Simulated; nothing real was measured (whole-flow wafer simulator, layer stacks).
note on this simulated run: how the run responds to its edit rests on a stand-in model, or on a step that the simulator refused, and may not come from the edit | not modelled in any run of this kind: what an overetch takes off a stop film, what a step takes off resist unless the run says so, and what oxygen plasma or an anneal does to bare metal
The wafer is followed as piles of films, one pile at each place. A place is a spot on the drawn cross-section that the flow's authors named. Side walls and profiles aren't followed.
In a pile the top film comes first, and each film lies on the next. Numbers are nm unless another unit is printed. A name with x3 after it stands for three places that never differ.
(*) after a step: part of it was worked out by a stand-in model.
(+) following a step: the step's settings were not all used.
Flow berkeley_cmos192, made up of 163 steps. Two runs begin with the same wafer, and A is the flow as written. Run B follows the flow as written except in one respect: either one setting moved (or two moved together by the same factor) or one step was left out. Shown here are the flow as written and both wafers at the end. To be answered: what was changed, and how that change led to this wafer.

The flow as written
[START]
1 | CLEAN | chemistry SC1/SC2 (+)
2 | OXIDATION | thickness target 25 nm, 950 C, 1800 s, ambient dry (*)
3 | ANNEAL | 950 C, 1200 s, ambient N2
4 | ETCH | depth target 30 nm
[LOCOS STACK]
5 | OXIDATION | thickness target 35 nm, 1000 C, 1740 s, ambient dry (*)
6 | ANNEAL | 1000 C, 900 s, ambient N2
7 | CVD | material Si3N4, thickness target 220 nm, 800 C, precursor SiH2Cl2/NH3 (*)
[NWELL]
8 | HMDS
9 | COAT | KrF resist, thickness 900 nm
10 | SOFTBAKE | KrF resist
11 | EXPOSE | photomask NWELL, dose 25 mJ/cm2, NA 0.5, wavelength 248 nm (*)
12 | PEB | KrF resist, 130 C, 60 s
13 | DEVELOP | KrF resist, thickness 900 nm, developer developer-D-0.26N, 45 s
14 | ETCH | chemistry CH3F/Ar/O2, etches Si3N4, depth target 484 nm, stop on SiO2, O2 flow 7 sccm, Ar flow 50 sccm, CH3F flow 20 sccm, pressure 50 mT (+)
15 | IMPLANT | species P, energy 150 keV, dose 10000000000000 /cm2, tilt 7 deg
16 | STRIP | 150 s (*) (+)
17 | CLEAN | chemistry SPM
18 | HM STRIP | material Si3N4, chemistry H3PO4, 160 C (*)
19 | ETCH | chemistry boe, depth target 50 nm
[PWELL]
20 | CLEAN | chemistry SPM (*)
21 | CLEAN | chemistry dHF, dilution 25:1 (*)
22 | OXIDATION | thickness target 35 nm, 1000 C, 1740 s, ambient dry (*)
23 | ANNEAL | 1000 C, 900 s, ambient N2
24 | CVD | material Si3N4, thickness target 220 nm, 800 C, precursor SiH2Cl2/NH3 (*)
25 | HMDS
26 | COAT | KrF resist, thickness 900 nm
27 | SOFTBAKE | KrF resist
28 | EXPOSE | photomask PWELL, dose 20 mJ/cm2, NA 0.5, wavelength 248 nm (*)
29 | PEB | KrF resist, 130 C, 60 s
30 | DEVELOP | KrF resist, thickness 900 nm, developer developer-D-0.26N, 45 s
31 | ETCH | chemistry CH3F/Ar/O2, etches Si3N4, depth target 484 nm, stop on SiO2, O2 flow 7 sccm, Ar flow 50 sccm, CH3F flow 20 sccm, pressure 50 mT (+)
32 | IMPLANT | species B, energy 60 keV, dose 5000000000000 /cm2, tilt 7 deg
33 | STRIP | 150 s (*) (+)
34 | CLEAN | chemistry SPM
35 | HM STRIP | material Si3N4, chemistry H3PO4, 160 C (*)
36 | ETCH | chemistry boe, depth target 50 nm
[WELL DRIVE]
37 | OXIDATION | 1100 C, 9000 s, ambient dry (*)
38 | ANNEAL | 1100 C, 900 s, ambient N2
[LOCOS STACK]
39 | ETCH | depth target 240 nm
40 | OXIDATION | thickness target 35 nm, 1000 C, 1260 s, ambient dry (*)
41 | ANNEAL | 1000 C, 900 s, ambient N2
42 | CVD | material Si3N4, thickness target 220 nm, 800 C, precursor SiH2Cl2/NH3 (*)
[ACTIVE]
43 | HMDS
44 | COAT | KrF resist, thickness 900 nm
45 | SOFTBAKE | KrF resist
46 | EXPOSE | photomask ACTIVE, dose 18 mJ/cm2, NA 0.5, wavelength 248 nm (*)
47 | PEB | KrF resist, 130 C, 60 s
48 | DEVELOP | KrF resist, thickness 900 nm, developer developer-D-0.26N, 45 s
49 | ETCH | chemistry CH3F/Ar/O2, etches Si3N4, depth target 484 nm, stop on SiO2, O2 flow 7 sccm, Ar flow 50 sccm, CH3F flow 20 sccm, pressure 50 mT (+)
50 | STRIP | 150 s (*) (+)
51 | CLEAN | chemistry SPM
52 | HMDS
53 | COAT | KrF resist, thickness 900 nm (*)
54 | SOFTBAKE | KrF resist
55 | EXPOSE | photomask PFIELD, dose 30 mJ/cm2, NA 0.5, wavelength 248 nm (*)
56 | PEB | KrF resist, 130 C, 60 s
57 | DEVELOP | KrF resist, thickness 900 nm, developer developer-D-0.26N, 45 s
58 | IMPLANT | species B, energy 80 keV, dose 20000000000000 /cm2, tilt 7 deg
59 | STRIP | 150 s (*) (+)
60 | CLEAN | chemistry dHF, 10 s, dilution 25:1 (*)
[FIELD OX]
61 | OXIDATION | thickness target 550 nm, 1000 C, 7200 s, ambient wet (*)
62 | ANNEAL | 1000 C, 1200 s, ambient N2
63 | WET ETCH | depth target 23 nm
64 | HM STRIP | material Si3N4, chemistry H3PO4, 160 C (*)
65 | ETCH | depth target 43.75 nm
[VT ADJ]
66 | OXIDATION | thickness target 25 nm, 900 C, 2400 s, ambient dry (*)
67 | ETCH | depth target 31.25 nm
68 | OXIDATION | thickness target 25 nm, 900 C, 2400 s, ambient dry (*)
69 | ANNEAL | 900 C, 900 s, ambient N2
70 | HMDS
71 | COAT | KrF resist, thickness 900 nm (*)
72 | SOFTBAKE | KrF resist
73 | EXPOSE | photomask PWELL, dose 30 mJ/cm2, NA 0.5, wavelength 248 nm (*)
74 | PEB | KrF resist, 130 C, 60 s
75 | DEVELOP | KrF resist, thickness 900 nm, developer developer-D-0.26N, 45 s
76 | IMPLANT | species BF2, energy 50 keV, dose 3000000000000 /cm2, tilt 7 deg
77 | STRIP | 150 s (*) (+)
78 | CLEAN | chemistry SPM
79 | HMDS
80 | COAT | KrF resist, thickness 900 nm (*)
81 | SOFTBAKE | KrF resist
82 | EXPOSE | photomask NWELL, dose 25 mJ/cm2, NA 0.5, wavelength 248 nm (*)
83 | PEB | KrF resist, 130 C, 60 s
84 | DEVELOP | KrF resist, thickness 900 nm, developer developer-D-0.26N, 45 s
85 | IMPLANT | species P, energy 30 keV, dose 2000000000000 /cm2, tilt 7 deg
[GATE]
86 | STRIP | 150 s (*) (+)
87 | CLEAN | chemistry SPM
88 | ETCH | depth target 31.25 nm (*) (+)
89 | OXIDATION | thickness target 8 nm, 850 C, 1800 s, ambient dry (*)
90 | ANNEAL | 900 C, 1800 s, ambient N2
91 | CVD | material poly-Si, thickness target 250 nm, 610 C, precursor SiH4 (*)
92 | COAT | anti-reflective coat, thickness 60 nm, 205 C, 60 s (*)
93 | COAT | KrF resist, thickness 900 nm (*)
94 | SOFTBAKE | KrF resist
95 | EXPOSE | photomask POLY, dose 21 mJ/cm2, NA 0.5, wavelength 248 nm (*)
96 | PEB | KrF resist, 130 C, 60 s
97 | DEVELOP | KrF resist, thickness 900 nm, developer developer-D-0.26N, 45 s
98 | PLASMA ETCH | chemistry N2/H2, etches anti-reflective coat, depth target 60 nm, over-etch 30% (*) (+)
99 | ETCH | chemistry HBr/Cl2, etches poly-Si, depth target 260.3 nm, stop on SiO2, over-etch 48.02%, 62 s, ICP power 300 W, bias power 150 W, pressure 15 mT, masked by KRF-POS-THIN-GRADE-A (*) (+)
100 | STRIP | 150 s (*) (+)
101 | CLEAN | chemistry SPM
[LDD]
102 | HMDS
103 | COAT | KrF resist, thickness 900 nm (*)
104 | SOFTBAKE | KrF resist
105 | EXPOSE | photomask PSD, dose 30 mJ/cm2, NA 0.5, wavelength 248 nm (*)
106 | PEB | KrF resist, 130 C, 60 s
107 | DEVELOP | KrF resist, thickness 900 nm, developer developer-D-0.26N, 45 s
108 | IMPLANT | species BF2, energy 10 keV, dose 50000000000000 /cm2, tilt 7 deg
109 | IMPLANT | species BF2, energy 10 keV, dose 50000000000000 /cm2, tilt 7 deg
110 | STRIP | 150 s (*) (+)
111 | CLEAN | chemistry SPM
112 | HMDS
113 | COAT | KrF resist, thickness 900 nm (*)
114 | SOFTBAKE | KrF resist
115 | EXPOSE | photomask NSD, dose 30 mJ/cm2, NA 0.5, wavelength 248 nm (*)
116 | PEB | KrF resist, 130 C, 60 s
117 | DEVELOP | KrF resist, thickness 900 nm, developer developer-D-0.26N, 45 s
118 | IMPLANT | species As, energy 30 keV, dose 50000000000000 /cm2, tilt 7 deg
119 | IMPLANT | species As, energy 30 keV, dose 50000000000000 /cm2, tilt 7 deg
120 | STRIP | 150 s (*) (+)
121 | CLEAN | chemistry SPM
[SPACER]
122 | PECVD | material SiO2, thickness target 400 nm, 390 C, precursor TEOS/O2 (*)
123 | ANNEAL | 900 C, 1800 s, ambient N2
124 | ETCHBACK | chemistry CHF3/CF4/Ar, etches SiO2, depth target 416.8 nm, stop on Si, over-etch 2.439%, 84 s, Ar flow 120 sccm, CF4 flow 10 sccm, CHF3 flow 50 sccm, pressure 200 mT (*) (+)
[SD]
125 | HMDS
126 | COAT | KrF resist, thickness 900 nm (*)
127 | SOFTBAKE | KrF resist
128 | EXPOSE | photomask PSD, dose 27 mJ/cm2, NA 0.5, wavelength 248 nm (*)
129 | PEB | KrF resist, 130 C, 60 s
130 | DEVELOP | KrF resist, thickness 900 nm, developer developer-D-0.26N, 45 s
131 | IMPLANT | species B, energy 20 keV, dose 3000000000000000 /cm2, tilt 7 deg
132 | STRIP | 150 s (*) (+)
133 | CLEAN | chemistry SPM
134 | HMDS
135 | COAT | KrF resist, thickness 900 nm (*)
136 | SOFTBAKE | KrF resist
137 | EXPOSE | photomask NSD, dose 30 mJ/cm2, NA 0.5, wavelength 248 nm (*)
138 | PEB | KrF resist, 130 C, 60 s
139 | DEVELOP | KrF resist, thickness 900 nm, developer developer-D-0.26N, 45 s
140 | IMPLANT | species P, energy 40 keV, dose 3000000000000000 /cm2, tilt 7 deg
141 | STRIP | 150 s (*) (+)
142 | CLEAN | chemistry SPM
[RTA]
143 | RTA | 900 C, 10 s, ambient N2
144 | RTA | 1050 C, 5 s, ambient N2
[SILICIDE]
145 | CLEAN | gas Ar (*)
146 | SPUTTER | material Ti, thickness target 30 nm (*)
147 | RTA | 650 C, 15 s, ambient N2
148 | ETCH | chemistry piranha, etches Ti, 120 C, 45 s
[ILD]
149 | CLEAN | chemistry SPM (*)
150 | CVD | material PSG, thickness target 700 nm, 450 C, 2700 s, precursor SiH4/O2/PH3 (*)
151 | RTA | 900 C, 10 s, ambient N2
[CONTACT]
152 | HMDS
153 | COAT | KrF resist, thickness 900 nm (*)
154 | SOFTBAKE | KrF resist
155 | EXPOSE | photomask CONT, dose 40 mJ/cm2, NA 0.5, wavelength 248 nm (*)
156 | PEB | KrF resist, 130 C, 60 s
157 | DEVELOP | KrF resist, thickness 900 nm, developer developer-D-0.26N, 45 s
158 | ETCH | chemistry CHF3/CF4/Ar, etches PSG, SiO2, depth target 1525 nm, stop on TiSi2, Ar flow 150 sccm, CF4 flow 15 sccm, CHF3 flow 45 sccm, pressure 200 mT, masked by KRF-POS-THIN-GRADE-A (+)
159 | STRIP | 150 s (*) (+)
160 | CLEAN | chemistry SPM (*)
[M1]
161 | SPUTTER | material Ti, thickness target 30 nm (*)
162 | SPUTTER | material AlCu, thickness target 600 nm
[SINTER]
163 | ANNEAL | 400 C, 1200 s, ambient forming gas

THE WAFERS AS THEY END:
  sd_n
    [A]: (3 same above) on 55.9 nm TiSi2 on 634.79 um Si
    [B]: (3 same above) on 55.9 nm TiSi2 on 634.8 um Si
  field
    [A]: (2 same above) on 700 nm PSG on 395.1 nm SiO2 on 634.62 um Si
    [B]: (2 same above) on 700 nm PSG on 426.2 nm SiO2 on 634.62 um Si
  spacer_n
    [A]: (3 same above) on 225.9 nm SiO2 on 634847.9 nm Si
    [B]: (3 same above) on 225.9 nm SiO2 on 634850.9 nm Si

Cause: step 67, ETCH: depth target 31.25 nm, was omitted.

How this came from the change, step by step:
  68 | OXIDATION | thickness target 25 nm, 900 C, 2400 s, ambient dry (*)
      sd_n, spacer_n, gate, sd_p, spacer_p, gate_p, contact, m1: A SiO2 gains 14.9 (new film), Si loses 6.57 | B SiO2 gains 8.22, Si loses 3.62
  88 | ETCH | depth target 31.25 nm (*) (+)
      sd_n, spacer_n, gate, sd_p, spacer_p, gate_p, contact, m1: A SiO2 loses 14.9 (all of it) | B SiO2 loses 23.2 (all of it)
  92 | COAT | anti-reflective coat, thickness 60 nm, 205 C, 60 s (*)
      sd_n: A anti-reflective coat gains 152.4 (new film) | B anti-reflective coat gains 172.2 (new film)
      spacer_n: A anti-reflective coat gains 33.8 (new film) | B anti-reflective coat gains 27.3 (new film)
      (and at 6 other places as well)
  93 | COAT | KrF resist, thickness 900 nm (*)
      spacer_n: A KrF resist gains 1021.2 (new film) | B KrF resist gains 1044.5 (new film)
      gate: A KrF resist gains 1023.8 (new film) | B KrF resist gains 1047.2 (new film)
  97 | DEVELOP | KrF resist, thickness 900 nm, developer developer-D-0.26N, 45 s
      spacer_n: A KrF resist loses 1019.5 (all of it) | B KrF resist loses 1042.8 (all of it)
  98 | PLASMA ETCH | chemistry N2/H2, etches anti-reflective coat, depth target 60 nm, over-etch 30% (*) (+)
      field: A anti-reflective coat loses 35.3 (all of it), poly-Si loses 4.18 | B anti-reflective coat loses 35.2 (all of it), poly-Si loses 4.84
      sd_n: A anti-reflective coat loses 152.4 (all of it), poly-Si loses 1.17 | B anti-reflective coat loses 172.2 (all of it), poly-Si loses 1.32
      (and at 5 other places as well)
  100 | STRIP | 150 s (*) (+)
      gate: A chemical SiO2 gains 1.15 (new film), KrF resist loses 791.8 (all of it), anti-reflective coat loses 30 (all of it), poly-Si loses 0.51 | B chemical SiO2 gains 1.15 (new film), KrF resist loses 815.2 (all of it), anti-reflective coat loses 23.2 (all of it), poly-Si loses 0.51
      gate_p: A chemical SiO2 gains 1.15 (new film), KrF resist loses 765.1 (all of it), anti-reflective coat loses 31 (all of it), poly-Si loses 0.51 | B chemical SiO2 gains 1.15 (new film), KrF resist loses 780.1 (all of it), anti-reflective coat loses 26.4 (all of it), poly-Si loses 0.51
  146 | SPUTTER | material Ti, thickness target 30 nm (*)
      sd_p: A Ti gains 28 (new film) | B Ti gains 27.4 (new film)
  147 | RTA | 650 C, 15 s, ambient N2
      sd_p: A Ti loses 21.9, TiSi first gains 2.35 (new film), TiSi2 C49 gains 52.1 (new film), Si loses 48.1 | B Ti loses 21.4, TiSi first gains 1.13 (new film), TiSi2 C49 gains 52.6 (new film), Si loses 47.7
  151 | RTA | 900 C, 10 s, ambient N2
      sd_p: A under 1 film: TiSi2 gains 52.2 (new film), TiSi first loses 2.25 (all of it), TiSi2 C49 loses 52.1 (all of it), Si loses 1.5 | B under 1 film: TiSi2 gains 51 (new film), TiSi first loses 1.02 (all of it), TiSi2 C49 loses 52.6 (all of it), Si loses 0.68
  159 | STRIP | 150 s (*) (+)
      sd_n: A KrF resist loses 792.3 (all of it) | B KrF resist loses 809.6 (all of it)
      sd_p: A KrF resist loses 841.6 (all of it) | B KrF resist loses 860.6 (all of it)
  161 | SPUTTER | material Ti, thickness target 30 nm (*)
      sd_p: A Ti gains 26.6 (new film) | B Ti gains 26 (new film)
  162 | SPUTTER | material AlCu, thickness target 600 nm
      sd_p: A AlCu gains 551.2 (new film) | B AlCu gains 534.2 (new film)
